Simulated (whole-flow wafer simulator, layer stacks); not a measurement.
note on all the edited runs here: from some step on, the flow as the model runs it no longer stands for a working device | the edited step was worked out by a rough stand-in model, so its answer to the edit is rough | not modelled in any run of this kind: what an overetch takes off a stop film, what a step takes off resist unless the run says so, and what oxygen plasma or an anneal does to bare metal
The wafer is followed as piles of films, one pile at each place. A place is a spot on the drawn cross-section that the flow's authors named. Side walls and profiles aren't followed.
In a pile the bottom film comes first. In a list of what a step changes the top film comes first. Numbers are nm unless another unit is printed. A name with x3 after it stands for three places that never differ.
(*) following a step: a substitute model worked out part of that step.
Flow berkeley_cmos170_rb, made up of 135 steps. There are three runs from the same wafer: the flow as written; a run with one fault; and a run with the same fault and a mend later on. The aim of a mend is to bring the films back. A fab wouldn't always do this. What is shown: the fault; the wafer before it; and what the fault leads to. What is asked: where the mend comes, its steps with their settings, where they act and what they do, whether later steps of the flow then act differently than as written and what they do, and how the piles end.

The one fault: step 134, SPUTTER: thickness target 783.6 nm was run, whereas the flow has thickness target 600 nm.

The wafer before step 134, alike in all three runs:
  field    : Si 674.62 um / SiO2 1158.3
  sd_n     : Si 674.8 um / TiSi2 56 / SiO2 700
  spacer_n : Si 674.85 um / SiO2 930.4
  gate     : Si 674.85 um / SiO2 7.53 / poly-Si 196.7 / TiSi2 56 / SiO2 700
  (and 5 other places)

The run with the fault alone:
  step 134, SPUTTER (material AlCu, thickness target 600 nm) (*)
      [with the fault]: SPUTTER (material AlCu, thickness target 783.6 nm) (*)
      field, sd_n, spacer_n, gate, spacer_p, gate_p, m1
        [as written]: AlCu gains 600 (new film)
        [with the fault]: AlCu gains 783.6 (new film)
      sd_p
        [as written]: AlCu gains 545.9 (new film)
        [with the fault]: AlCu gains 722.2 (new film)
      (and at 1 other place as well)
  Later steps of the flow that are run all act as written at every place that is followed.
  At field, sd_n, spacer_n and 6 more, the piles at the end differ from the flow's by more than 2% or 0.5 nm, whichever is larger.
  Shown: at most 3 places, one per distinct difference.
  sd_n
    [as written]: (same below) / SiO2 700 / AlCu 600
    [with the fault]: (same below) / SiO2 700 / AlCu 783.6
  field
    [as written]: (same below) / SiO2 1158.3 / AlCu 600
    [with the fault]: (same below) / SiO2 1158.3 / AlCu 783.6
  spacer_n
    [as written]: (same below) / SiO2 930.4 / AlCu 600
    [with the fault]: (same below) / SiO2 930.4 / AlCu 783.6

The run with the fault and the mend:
  The mend stands after step 134.
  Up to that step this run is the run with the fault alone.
  step 134a, ETCH (chemistry al pan, depth target 901.6 nm)
      field, sd_n, spacer_n, gate, spacer_p, gate_p, m1
        AlCu loses 783.6 (all of it)
      sd_p
        AlCu loses 722.2 (all of it)
      contact
        AlCu loses 534.2 (all of it)
  step 134b, SPUTTER (material AlCu, thickness target 600 nm) (*) (the flow's step 134 again)
      field, sd_n, spacer_n, gate, spacer_p, gate_p, m1
        AlCu gains 600 (new film)
      sd_p
        AlCu gains 545.9 (new film)
      contact
        AlCu gains 415.1 (new film)
  Later steps of the flow that are run all act as written at every place that is followed.
  At every place that both follow, the piles at the end match the flow's.
